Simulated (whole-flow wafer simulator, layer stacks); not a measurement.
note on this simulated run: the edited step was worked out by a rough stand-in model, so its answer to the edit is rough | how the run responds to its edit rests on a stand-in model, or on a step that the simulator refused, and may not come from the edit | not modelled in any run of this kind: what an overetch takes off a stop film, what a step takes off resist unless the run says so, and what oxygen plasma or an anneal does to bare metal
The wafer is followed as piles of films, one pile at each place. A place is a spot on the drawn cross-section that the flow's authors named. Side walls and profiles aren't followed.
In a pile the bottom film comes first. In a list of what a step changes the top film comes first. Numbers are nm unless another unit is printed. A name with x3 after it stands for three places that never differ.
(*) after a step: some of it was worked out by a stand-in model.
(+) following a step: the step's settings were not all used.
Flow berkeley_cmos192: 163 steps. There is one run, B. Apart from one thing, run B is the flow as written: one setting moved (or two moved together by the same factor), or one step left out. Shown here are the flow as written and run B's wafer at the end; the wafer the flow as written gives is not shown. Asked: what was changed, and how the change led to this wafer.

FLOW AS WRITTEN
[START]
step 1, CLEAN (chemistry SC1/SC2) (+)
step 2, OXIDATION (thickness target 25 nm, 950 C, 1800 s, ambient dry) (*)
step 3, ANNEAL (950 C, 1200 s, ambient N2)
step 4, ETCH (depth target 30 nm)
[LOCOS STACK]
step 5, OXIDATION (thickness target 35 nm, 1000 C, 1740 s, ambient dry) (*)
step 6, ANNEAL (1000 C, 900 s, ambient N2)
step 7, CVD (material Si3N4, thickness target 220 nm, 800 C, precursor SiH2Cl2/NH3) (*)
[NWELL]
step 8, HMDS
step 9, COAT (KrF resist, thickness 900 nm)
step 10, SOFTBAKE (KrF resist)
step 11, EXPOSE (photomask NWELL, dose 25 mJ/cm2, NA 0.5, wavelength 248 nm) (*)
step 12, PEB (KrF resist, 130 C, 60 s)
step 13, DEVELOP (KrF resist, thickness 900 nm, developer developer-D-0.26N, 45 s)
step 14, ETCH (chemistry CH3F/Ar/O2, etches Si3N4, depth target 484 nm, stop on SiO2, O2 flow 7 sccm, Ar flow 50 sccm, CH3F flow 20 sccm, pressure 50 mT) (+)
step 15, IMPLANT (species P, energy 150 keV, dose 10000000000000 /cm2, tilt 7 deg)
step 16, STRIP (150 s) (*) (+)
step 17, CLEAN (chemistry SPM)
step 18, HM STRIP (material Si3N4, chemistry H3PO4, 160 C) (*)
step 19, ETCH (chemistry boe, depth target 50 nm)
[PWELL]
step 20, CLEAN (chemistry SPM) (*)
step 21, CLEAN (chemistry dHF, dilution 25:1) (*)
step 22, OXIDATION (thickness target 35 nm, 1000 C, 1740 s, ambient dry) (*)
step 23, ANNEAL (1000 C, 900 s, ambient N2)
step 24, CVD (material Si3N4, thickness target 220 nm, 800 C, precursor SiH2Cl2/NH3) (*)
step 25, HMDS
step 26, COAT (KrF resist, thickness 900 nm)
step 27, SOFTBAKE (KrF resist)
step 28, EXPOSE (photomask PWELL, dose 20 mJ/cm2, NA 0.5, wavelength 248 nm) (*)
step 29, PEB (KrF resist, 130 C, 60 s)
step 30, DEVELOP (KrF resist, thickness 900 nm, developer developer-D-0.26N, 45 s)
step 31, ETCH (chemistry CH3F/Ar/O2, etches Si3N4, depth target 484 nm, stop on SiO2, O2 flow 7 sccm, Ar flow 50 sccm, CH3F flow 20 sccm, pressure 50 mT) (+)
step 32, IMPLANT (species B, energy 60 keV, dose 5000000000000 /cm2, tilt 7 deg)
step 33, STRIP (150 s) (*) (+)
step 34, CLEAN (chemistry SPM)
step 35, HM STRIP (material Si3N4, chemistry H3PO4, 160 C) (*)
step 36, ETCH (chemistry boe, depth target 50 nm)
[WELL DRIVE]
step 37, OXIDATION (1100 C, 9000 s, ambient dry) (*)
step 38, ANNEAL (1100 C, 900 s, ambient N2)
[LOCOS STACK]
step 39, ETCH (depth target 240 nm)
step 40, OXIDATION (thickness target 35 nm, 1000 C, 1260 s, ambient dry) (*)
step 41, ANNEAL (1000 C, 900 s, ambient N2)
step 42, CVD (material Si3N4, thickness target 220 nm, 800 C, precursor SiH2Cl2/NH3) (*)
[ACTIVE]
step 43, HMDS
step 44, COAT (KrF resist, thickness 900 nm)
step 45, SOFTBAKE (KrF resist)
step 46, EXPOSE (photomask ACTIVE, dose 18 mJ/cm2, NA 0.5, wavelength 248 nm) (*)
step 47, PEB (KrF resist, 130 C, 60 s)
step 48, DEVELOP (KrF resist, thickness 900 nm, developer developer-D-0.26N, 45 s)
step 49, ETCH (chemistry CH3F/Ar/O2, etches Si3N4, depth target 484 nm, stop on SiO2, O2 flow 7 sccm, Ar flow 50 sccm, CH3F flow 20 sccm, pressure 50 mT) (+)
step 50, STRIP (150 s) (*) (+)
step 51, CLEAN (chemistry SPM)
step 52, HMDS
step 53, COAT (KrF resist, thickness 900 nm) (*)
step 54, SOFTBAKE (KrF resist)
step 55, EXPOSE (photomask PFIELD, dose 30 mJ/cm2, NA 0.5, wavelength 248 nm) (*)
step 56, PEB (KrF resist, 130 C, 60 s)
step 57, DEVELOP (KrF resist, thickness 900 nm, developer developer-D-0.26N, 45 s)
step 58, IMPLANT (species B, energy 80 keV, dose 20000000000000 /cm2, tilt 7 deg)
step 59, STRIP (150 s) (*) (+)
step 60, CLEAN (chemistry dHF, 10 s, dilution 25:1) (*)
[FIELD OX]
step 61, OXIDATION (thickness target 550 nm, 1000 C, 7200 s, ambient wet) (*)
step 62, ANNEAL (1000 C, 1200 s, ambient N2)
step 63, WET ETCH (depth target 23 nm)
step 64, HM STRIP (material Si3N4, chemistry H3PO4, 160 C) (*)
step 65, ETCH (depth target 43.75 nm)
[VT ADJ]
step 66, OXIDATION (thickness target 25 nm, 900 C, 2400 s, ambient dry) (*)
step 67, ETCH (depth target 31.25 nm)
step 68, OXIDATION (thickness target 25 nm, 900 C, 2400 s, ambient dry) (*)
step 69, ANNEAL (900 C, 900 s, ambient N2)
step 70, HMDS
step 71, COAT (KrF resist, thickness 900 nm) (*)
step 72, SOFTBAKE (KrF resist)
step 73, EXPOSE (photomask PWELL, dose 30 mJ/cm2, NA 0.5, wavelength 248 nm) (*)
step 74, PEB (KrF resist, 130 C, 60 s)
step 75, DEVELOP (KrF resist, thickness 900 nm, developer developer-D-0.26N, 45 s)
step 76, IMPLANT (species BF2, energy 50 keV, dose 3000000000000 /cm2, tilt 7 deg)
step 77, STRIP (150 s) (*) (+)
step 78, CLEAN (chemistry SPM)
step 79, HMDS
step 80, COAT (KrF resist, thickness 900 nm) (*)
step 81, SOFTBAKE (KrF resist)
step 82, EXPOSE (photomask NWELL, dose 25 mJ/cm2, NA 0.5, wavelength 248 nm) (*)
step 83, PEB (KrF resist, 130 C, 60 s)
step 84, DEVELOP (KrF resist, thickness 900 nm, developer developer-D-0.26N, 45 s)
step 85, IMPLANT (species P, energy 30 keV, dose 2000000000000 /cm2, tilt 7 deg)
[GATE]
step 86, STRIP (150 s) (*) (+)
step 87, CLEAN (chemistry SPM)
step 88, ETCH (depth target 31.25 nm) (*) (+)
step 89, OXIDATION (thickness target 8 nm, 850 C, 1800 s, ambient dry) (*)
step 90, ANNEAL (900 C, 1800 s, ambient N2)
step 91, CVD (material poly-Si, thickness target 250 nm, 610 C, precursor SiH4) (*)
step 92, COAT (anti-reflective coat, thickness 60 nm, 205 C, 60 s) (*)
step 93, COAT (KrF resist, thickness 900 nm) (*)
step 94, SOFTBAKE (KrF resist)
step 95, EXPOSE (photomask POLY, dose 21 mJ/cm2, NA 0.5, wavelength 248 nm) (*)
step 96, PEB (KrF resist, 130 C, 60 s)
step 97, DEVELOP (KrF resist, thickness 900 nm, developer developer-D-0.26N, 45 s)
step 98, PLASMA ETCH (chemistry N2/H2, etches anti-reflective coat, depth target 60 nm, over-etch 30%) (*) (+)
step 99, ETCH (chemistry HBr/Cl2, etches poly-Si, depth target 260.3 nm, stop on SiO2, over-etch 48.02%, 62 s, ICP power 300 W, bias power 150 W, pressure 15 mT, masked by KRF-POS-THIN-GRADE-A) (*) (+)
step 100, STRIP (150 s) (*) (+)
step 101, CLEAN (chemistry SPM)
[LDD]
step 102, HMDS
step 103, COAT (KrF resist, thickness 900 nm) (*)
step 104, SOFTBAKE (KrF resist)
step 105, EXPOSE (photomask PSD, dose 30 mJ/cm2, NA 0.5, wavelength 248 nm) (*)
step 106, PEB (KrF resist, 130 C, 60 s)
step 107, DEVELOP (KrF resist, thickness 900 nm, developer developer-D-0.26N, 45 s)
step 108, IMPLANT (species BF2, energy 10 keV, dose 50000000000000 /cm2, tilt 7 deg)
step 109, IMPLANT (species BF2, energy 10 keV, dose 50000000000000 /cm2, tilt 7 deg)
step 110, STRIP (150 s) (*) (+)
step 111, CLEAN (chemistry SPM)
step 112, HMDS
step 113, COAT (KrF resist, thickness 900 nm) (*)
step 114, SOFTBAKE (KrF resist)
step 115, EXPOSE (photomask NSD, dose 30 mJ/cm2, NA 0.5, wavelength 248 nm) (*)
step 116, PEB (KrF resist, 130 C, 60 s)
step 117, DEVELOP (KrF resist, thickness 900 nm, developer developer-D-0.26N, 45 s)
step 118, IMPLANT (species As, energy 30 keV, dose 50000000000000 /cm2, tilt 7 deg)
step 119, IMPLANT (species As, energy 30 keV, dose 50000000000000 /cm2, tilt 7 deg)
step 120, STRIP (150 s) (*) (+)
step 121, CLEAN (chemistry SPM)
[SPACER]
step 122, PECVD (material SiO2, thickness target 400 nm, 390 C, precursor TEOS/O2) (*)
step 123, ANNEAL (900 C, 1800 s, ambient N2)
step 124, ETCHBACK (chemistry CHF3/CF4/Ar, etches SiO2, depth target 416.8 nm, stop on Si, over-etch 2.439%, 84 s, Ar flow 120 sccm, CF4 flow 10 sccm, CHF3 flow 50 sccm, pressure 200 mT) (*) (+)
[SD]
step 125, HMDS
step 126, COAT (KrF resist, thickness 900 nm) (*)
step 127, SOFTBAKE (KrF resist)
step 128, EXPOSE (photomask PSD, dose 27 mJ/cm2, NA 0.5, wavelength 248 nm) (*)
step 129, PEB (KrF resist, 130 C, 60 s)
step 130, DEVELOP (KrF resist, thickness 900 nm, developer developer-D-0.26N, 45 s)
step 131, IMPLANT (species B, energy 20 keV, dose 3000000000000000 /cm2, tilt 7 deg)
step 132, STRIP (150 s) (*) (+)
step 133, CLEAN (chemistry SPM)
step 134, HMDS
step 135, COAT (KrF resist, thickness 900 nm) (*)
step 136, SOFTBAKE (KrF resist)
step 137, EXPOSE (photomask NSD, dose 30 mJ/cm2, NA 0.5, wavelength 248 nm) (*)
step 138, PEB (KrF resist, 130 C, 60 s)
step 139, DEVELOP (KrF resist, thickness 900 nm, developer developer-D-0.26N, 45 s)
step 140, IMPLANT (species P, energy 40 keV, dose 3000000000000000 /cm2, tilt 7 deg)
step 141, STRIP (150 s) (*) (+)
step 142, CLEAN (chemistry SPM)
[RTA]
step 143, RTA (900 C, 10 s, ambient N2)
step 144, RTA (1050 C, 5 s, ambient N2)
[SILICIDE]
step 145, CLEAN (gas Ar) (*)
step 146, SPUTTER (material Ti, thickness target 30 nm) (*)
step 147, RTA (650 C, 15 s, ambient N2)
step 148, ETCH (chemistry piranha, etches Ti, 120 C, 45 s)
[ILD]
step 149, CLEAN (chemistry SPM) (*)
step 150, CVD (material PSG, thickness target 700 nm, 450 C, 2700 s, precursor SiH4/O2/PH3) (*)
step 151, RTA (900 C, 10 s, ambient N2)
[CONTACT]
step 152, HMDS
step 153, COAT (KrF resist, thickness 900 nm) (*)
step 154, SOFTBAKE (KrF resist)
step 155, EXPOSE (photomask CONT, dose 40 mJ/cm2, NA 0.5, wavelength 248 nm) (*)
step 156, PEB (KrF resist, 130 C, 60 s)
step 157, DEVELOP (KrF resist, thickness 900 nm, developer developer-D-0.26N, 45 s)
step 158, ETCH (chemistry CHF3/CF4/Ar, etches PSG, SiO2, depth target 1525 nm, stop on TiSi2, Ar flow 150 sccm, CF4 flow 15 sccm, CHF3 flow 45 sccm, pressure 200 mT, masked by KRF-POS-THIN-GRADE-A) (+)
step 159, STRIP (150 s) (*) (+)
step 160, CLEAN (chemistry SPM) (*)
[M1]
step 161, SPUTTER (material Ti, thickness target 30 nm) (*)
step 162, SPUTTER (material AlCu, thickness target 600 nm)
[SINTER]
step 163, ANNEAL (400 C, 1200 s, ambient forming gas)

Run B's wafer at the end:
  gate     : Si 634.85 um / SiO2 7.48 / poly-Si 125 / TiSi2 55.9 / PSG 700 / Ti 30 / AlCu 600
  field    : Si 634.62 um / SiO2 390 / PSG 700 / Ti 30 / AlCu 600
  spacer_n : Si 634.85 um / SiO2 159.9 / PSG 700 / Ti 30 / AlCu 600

What caused this: step 91, CVD: thickness target 184 nm was run, while the flow as written has thickness target 250 nm.

How this came from the change, step by step:
  step 91, CVD (material poly-Si, thickness target 250 nm, 610 C, precursor SiH4) (*)
      field, sd_n, spacer_n and 6 more: poly-Si gains 184 (new film) (as written it would have been: poly-Si gains 250 (new film))
  step 99, ETCH (chemistry HBr/Cl2, etches poly-Si, depth target 260.3 nm, stop on SiO2, over-etch 48.02%, 62 s, ICP power 300 W, bias power 150 W, pressure 15 mT, masked by KRF-POS-THIN-GRADE-A) (*) (+)
      field, spacer_n, spacer_p: poly-Si loses 179.8 (all of it), SiO2 loses 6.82 (as written it would have been: poly-Si loses 245.8 (all of it), SiO2 loses 1.74)
      sd_n: poly-Si loses 182.8 (all of it), SiO2 loses 6.58 (as written it would have been: poly-Si loses 248.8 (all of it), SiO2 loses 1.51)
      (as well as at 3 more places)
  step 103, COAT (KrF resist, thickness 900 nm) (*)
      gate: KrF resist gains 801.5 (new film) (as written it would have been: KrF resist gains 748 (new film))
      gate_p: KrF resist gains 797.5 (new film) (as written it would have been: KrF resist gains 744.1 (new film))
  step 107, DEVELOP (KrF resist, thickness 900 nm, developer developer-D-0.26N, 45 s)
      gate_p: KrF resist loses 796.3 (all of it) (as written it would have been: KrF resist loses 742.9 (all of it))
  step 110, STRIP (150 s) (*) (+)
      gate: KrF resist loses 786.1 (all of it), chemical SiO2 gains 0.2, poly-Si loses 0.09 (as written it would have been: KrF resist loses 732.7 (all of it), chemical SiO2 gains 0.2, poly-Si loses 0.09)
  step 113, COAT (KrF resist, thickness 900 nm) (*)
      gate: KrF resist gains 800.8 (new film) (as written it would have been: KrF resist gains 747.9 (new film))
      gate_p: KrF resist gains 796.8 (new film) (as written it would have been: KrF resist gains 743.9 (new film))
  step 117, DEVELOP (KrF resist, thickness 900 nm, developer developer-D-0.26N, 45 s)
      gate: KrF resist loses 799.6 (all of it) (as written it would have been: KrF resist loses 746.8 (all of it))
  step 120, STRIP (150 s) (*) (+)
      gate_p: KrF resist loses 781.4 (all of it), chemical SiO2 gains 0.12, poly-Si loses 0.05 (as written it would have been: KrF resist loses 728.6 (all of it), chemical SiO2 gains 0.12, poly-Si loses 0.05)
  step 124, ETCHBACK (chemistry CHF3/CF4/Ar, etches SiO2, depth target 416.8 nm, stop on Si, over-etch 2.439%, 84 s, Ar flow 120 sccm, CF4 flow 10 sccm, CHF3 flow 50 sccm, pressure 200 mT) (*) (+)
      spacer_n: SiO2 loses 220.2 (as written it would have been: SiO2 loses 160)
      spacer_p: SiO2 loses 221.3 (as written it would have been: SiO2 loses 159.9)
  step 126, COAT (KrF resist, thickness 900 nm) (*)
      spacer_n: KrF resist gains 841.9 (new film) (as written it would have been: KrF resist gains 791.6 (new film))
      gate: KrF resist gains 820.5 (new film) (as written it would have been: KrF resist gains 771.5 (new film))
      (as well as at 2 more places)
  step 130, DEVELOP (KrF resist, thickness 900 nm, developer developer-D-0.26N, 45 s)
      spacer_p: KrF resist loses 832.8 (all of it) (as written it would have been: KrF resist loses 784.6 (all of it))
      gate_p: KrF resist loses 811.4 (all of it) (as written it would have been: KrF resist loses 764.3 (all of it))
  step 132, STRIP (150 s) (*) (+)
      spacer_n: KrF resist loses 826.4 (all of it) (as written it would have been: KrF resist loses 776.1 (all of it))
      gate: chemical SiO2 gains 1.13 (new film), KrF resist loses 805.1 (all of it), poly-Si loses 0.5 (as written it would have been: chemical SiO2 gains 1.13 (new film), KrF resist loses 756.1 (all of it), poly-Si loses 0.5)
  step 135, COAT (KrF resist, thickness 900 nm) (*)
      spacer_n: KrF resist gains 842 (new film) (as written it would have been: KrF resist gains 791.1 (new film))
      gate: KrF resist gains 820 (new film) (as written it would have been: KrF resist gains 770.3 (new film))
      (as well as at 2 more places)
  step 139, DEVELOP (KrF resist, thickness 900 nm, developer developer-D-0.26N, 45 s)
      spacer_n: KrF resist loses 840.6 (all of it) (as written it would have been: KrF resist loses 789.9 (all of it))
      gate: KrF resist loses 818.7 (all of it) (as written it would have been: KrF resist loses 769.1 (all of it))
  step 141, STRIP (150 s) (*) (+)
      spacer_p: KrF resist loses 818.9 (all of it) (as written it would have been: KrF resist loses 770.2 (all of it))
      gate_p: KrF resist loses 796.8 (all of it), chemical SiO2 gains 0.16 (as written it would have been: KrF resist loses 749.1 (all of it), chemical SiO2 gains 0.16)
  step 153, COAT (KrF resist, thickness 900 nm) (*)
      spacer_n: KrF resist gains 865.3 (new film) (as written it would have been: KrF resist gains 829.8 (new film))
      gate: KrF resist gains 841.6 (new film) (as written it would have been: KrF resist gains 809.7 (new film))
      (as well as at 2 more places)
  step 159, STRIP (150 s) (*) (+)
      spacer_n: KrF resist loses 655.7 (all of it) (as written it would have been: KrF resist loses 620.3 (all of it))
      gate: KrF resist loses 632 (all of it) (as written it would have been: KrF resist loses 600.1 (all of it))
      (as well as at 3 more places)
